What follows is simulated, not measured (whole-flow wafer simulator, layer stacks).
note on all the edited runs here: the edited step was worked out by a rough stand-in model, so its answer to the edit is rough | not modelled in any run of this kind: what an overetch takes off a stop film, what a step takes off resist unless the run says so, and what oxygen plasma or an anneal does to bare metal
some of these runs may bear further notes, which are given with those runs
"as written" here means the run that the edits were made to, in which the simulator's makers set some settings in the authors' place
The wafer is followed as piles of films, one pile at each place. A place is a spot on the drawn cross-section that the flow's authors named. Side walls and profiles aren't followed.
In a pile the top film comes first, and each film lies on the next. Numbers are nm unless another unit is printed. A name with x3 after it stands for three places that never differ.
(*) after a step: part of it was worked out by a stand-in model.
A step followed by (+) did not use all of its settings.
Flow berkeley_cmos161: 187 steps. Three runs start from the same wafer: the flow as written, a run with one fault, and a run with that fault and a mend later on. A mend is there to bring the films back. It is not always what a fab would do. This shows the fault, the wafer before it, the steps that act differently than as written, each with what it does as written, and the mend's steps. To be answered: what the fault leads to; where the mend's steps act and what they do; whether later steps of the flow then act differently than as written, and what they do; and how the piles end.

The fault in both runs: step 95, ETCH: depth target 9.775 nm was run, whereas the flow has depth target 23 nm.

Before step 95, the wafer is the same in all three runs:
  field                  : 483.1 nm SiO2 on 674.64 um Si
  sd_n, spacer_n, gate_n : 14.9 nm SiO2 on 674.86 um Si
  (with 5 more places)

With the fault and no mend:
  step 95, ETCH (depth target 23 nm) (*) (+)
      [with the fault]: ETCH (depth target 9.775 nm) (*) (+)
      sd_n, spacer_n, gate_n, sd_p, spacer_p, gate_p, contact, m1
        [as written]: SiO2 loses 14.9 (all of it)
        [with the fault]: SiO2 loses 9.77
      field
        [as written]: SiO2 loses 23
        [with the fault]: SiO2 loses 9.78
  Steps further on in the flow that do not act as written (34 other steps are not shown; they differ only slightly, by no more than 2% or 0.5 nm, whichever is larger):
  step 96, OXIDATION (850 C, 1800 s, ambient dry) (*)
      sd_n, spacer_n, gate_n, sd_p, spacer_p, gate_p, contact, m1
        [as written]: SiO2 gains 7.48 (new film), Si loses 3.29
        [with the fault]: SiO2 gains 5.15, Si loses 2.26
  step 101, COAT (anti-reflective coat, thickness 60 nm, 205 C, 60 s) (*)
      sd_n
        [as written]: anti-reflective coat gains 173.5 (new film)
        [with the fault]: anti-reflective coat gains 181.2 (new film)
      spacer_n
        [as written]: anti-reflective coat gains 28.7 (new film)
        [with the fault]: anti-reflective coat gains 27 (new film)
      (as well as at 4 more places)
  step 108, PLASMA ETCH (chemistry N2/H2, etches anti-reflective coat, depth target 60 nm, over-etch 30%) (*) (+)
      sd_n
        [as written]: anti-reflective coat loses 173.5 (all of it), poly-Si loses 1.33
        [with the fault]: anti-reflective coat loses 181.2 (all of it), poly-Si loses 1.39
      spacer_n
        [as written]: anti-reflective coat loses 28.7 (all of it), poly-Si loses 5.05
        [with the fault]: anti-reflective coat loses 27 (all of it), poly-Si loses 5.35
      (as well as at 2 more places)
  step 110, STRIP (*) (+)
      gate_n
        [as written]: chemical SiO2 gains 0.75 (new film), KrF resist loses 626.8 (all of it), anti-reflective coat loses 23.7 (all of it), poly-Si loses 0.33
        [with the fault]: chemical SiO2 gains 0.75 (new film), KrF resist loses 633.1 (all of it), anti-reflective coat loses 22 (all of it), poly-Si loses 0.33
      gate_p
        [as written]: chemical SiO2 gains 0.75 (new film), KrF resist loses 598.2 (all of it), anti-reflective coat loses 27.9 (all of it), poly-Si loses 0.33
        [with the fault]: chemical SiO2 gains 0.75 (new film), KrF resist loses 601.9 (all of it), anti-reflective coat loses 27 (all of it), poly-Si loses 0.33
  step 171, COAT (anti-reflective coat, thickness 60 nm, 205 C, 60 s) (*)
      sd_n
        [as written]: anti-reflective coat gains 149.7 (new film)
        [with the fault]: anti-reflective coat gains 159.9 (new film)
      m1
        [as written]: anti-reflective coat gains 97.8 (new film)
        [with the fault]: anti-reflective coat gains 100.7 (new film)
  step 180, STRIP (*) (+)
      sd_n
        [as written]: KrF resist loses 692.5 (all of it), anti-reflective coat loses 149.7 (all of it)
        [with the fault]: KrF resist loses 690.3 (all of it), anti-reflective coat loses 159.9 (all of it)
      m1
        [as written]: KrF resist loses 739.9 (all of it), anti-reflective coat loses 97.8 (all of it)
        [with the fault]: KrF resist loses 744.4 (all of it), anti-reflective coat loses 100.7 (all of it)
  At field, gate_n, gate_p, the piles at the end differ from the flow's by more than 2% or 0.5 nm, whichever is larger.
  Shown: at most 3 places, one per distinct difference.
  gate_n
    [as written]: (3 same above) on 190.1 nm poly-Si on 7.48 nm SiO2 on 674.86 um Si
    [with the fault]: (3 same above) on 190.1 nm poly-Si on 10.3 nm SiO2 on 674.86 um Si
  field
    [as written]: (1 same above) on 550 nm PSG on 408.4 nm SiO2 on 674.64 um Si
    [with the fault]: (1 same above) on 550 nm PSG on 421.6 nm SiO2 on 674.64 um Si

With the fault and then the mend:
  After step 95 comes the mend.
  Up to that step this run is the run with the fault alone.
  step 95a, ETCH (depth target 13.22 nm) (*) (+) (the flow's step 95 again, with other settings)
      sd_n, spacer_n, gate_n, sd_p, spacer_p, gate_p, contact, m1
        SiO2 loses 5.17 (all of it)
      field
        SiO2 loses 13.2
  None of the later steps of the flow differs from how it acts as written, at any place that is followed, by more than 2% or 0.5 nm, whichever is larger.
  By the end, the piles equal the flow's at every place that both follow.
